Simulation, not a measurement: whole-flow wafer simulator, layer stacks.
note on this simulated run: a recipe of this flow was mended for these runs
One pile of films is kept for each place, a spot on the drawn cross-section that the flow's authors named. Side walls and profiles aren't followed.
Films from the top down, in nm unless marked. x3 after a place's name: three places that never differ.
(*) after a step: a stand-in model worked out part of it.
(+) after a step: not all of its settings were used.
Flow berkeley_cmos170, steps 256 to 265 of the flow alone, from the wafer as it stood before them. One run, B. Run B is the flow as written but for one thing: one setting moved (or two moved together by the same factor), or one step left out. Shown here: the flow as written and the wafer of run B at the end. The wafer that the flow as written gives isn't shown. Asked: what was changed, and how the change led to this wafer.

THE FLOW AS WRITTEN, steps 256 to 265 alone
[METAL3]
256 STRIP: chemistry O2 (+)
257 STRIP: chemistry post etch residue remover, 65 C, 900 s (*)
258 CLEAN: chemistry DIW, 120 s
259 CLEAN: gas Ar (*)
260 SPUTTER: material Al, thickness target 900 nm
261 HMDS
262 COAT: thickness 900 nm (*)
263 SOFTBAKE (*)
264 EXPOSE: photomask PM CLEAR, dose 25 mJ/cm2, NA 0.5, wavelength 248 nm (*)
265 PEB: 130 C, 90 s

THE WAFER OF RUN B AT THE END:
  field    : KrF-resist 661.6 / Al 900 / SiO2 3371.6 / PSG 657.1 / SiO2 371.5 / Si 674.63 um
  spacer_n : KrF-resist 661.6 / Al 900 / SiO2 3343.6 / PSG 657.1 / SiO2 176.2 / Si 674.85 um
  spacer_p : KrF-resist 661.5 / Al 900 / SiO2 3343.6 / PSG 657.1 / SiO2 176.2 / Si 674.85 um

The cause: step 262, COAT: thickness 663 nm was run, where the flow has thickness 900 nm.

How the change led to this, step by step:
  262 COAT: thickness 900 nm (*)
      field, mark: KrF-resist +663 (new film) (as written it would be: KrF-resist +900 (new film))
      sd_p, spacer_p: KrF-resist +662.8 (new film) (as written it would be: KrF-resist +899.8 (new film))
      (and at 9 more places)
  265 PEB: 130 C, 90 s
      field, mark, sd_n and 6 more: KrF-resist -1.39 (as written it would be: KrF-resist -2)
      m1: KrF-resist -1.3 (as written it would be: KrF-resist -1.92)
      (and at 3 more places)
